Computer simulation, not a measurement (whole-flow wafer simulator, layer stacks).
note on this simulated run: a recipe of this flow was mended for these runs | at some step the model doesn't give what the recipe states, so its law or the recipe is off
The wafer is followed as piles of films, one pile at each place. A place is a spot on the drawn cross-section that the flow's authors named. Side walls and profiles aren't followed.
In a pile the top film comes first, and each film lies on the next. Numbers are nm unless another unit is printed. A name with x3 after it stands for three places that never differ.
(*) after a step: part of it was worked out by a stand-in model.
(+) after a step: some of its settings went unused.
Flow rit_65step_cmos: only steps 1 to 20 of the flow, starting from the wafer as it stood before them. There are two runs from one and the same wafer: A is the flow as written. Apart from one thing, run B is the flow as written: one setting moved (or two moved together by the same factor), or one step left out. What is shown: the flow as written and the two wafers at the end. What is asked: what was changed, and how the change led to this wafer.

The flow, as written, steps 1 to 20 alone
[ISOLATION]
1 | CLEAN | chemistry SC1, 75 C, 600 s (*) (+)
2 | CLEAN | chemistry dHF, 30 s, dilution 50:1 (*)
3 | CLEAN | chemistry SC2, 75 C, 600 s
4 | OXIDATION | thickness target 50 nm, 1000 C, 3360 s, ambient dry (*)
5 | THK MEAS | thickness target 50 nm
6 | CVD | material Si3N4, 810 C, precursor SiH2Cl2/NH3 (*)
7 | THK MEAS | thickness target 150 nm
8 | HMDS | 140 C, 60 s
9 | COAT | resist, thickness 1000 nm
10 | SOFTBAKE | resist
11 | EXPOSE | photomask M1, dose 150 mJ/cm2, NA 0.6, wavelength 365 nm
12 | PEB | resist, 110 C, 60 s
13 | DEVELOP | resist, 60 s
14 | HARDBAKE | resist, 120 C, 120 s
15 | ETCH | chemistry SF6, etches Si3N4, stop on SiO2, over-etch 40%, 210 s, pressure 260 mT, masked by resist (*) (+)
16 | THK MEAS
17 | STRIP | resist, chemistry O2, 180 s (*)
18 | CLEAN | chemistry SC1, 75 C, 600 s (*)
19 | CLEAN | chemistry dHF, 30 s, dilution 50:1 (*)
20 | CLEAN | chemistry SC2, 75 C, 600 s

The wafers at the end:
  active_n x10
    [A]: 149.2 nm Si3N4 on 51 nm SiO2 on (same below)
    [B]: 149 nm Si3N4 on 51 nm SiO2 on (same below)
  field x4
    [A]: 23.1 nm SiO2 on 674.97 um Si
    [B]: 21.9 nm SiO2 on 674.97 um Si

What caused this: step 18, CLEAN: 960 s was run, while the flow as written has 600 s.

Step by step, how the change led to this:
  18 | CLEAN | chemistry SC1, 75 C, 600 s (*)
      field x4: A SiO2 loses 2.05 | B SiO2 loses 3.27
